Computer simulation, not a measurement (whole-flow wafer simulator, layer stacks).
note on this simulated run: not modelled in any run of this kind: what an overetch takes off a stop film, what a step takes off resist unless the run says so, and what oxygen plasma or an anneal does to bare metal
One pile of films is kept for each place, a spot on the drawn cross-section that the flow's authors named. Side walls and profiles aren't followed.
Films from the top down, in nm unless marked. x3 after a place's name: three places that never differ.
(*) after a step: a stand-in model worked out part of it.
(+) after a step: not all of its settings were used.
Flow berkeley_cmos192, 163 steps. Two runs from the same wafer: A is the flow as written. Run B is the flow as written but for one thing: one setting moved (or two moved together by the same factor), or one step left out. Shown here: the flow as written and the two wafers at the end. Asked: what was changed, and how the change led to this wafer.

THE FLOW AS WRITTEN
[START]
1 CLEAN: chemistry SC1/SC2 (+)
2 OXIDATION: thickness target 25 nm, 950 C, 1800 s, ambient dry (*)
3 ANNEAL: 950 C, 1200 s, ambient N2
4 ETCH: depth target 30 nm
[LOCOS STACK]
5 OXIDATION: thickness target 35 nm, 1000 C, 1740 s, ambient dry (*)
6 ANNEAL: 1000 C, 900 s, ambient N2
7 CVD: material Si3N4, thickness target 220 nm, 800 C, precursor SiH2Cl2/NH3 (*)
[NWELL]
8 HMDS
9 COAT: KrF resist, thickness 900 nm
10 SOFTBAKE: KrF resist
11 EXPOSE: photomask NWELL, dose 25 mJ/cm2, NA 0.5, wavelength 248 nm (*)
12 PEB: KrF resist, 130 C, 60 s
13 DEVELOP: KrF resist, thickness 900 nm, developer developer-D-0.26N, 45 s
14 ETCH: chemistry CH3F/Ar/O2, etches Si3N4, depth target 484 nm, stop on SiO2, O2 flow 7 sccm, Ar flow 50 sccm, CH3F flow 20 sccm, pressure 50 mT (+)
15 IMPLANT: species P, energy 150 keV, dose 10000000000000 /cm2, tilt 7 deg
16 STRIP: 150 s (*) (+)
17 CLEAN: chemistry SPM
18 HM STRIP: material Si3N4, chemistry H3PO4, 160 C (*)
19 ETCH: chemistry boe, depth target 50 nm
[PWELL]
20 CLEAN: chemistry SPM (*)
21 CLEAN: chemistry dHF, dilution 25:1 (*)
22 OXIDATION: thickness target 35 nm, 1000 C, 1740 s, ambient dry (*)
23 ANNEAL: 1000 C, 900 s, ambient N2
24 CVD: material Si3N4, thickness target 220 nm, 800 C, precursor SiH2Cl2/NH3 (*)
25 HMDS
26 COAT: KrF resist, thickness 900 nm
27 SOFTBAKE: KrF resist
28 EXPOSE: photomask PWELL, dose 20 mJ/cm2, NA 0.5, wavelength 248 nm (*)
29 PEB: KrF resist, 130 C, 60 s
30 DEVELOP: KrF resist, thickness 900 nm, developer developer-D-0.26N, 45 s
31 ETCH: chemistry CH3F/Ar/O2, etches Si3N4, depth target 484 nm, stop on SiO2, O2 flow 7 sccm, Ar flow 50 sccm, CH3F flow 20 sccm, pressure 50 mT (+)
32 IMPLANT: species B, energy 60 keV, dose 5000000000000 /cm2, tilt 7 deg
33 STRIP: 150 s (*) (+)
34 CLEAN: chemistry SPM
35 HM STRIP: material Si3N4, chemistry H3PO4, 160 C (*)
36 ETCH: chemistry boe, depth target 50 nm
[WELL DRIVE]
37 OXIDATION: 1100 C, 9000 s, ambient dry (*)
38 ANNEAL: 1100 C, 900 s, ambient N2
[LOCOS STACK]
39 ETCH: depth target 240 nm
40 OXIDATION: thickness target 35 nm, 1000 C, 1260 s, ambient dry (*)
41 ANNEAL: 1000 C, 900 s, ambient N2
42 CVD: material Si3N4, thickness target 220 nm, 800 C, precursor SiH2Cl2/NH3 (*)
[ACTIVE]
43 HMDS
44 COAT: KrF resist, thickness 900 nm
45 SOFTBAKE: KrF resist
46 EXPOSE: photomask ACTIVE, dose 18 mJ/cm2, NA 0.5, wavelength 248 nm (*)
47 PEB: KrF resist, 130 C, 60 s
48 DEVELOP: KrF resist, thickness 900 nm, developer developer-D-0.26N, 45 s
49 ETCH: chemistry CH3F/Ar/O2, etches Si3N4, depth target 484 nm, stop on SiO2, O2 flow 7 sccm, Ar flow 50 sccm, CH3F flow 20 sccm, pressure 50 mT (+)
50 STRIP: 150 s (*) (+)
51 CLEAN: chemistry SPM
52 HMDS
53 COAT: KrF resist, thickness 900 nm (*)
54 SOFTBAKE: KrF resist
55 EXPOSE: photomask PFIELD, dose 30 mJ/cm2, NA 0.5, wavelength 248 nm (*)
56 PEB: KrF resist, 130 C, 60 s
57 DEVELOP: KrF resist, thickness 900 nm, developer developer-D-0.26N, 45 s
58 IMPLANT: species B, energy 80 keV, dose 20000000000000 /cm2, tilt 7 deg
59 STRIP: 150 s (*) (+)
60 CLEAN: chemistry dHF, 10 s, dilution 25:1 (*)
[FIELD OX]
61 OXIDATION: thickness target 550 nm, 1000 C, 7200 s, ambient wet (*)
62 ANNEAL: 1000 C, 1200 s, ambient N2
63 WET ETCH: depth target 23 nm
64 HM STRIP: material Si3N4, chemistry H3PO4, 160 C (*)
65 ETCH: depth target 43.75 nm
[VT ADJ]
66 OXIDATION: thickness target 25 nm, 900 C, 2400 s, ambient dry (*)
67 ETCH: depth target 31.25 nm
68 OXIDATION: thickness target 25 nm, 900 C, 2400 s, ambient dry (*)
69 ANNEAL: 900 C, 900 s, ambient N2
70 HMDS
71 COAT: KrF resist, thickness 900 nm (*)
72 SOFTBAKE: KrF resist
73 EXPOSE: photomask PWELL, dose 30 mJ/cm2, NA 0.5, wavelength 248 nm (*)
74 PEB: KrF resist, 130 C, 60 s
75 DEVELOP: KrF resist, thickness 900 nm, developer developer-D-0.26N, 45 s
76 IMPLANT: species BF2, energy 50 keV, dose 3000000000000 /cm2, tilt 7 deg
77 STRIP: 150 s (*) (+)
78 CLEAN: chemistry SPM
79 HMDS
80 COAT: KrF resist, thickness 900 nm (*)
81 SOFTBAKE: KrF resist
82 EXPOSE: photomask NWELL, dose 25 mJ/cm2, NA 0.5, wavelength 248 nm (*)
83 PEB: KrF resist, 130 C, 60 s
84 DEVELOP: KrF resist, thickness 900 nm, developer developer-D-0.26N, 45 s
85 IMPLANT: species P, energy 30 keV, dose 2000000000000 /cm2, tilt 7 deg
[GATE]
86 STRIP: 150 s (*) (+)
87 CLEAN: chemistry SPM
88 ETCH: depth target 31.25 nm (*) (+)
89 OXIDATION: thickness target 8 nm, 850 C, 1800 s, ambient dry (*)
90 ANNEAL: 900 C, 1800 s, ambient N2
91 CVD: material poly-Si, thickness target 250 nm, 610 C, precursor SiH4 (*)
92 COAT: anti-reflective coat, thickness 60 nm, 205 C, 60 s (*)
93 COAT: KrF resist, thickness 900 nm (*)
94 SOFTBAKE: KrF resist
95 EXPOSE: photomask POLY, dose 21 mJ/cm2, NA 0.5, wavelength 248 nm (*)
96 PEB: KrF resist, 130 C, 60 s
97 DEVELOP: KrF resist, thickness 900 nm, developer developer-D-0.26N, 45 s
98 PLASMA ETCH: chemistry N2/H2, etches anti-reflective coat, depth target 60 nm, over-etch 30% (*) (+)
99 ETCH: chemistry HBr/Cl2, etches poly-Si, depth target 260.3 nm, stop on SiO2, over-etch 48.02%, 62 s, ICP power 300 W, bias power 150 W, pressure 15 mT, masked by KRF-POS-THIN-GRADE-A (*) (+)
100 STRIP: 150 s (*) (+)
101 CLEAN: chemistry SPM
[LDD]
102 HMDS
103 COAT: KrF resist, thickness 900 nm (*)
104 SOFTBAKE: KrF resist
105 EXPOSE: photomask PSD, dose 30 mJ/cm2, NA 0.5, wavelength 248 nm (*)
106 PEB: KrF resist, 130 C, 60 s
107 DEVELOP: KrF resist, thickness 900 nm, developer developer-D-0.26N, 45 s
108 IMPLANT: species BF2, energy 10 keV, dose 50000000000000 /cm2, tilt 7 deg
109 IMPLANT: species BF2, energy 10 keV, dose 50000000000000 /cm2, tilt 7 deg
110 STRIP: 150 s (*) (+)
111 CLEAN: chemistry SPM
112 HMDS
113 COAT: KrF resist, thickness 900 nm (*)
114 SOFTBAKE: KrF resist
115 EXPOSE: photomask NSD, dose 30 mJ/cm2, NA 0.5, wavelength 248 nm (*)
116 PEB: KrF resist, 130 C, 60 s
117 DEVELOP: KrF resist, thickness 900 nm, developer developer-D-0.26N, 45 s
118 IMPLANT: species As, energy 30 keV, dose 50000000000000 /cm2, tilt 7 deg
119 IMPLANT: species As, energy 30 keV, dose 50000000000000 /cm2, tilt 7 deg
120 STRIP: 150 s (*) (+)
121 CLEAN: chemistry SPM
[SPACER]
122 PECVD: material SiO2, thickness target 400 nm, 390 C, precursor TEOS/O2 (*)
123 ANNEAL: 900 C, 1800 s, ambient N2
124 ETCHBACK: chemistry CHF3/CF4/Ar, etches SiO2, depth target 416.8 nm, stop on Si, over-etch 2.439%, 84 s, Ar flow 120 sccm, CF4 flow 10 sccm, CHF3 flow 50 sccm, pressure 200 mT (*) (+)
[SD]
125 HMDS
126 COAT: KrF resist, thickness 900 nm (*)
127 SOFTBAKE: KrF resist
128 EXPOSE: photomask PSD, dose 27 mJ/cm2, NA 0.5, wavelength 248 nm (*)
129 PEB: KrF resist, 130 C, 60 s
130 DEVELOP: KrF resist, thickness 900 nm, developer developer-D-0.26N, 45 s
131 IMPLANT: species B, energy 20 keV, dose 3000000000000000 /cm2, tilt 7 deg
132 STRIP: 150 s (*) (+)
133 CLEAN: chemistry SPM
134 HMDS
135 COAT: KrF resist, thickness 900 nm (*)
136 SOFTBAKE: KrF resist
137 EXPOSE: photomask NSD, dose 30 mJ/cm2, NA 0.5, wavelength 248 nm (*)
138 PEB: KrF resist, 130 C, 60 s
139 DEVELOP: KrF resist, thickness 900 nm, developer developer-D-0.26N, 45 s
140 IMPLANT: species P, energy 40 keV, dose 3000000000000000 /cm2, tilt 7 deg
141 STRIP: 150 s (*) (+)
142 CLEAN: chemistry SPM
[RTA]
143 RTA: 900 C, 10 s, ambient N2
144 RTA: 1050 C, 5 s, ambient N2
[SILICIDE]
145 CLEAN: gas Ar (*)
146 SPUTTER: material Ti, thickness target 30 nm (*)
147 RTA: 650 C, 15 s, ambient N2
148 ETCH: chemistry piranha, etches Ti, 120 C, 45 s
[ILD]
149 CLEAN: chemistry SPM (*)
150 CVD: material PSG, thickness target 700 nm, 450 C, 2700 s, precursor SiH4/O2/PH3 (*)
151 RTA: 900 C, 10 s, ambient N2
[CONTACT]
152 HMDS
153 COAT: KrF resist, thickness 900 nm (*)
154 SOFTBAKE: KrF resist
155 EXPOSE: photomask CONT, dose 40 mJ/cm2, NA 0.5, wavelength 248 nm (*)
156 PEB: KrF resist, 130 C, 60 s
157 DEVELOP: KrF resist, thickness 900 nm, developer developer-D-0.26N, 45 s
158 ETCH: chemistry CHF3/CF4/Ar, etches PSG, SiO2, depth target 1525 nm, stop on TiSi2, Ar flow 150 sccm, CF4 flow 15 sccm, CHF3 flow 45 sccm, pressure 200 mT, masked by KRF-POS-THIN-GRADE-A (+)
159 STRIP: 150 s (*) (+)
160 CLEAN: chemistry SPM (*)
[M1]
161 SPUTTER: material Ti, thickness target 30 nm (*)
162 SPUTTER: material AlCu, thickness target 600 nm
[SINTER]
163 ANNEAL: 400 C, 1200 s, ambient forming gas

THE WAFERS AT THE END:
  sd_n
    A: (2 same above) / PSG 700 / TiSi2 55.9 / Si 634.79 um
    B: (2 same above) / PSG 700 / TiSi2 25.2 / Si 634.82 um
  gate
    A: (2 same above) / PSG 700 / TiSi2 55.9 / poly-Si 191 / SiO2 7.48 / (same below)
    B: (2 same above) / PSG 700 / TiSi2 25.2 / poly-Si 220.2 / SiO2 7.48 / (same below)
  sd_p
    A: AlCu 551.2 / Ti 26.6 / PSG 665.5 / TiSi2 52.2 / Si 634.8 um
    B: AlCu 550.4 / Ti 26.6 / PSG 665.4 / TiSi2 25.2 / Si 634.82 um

The cause: step 147, RTA: 585 C was run, where the flow has 650 C.

How the change led to this, step by step:
  147 RTA: 650 C, 15 s, ambient N2
      sd_n, contact, m1: A Ti -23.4, TiSi first +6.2 (new film), TiSi2 C49 +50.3 (new film), Si -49 | B Ti -10.6, TiSi first +15.6 (new film), TiSi2 C49 +3.68 (new film), Si -13.6
      gate, gate_p: A Ti -23.4, TiSi first +6.2 (new film), TiSi2 C49 +50.3 (new film), poly-Si -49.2 | B Ti -10.6, TiSi first +15.6 (new film), TiSi2 C49 +3.68 (new film), poly-Si -13.7
      (and at 1 more place)
  148 ETCH: chemistry piranha, etches Ti, 120 C, 45 s
      sd_n, gate, gate_p, contact, m1: A Ti -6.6 (all of it), TiSi first -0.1 | B Ti -19.4 (all of it), TiSi first -0.09
      sd_p: A Ti -6.17 (all of it), TiSi first -0.1 | B Ti -17.5 (all of it), TiSi first -0.09
  151 RTA: 900 C, 10 s, ambient N2
      sd_n, contact, m1: A under 1 film: TiSi2 +55.9 (new film), TiSi first -6.09 (all of it), TiSi2 C49 -50.3 (all of it), Si -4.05 | B under 1 film: TiSi2 +25.2 (new film), TiSi first -15.5 (all of it), TiSi2 C49 -3.68 (all of it), Si -10.3
      gate, gate_p: A under 1 film: TiSi2 +55.9 (new film), TiSi first -6.09 (all of it), TiSi2 C49 -50.3 (all of it), poly-Si -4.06 | B under 1 film: TiSi2 +25.2 (new film), TiSi first -15.5 (all of it), TiSi2 C49 -3.68 (all of it), poly-Si -10.3
      (and at 1 more place)
